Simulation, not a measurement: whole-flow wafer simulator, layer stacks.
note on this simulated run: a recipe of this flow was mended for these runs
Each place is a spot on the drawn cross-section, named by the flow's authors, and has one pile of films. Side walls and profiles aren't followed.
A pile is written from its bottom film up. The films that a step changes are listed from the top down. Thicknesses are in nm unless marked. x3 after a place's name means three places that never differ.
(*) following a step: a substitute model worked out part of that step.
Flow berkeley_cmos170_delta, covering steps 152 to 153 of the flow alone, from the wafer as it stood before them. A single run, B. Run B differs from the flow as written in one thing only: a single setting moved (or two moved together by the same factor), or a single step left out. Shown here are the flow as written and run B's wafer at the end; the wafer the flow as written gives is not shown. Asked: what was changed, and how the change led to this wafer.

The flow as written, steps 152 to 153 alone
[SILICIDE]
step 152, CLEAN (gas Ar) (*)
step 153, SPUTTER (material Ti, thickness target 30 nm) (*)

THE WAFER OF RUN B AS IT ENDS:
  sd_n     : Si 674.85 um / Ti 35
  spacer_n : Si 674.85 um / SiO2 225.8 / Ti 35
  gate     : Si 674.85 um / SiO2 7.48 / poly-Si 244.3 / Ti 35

Cause: step 153, SPUTTER: thickness target 35 nm was run, though the flow has thickness target 30 nm.
One can read it off the wafer: sd_n has Ti 35, and step 153 as written asks for 30 nm.

How this came from the change, step by step:
  step 153, SPUTTER (material Ti, thickness target 30 nm) (*)
      field, sd_n, spacer_n, gate, spacer_p, gate_p, contact x2: +35 Ti (new film) (as written it would have been: +30 Ti (new film))
      sd_p: +32.1 Ti (new film) (as written it would have been: +27.5 Ti (new film))
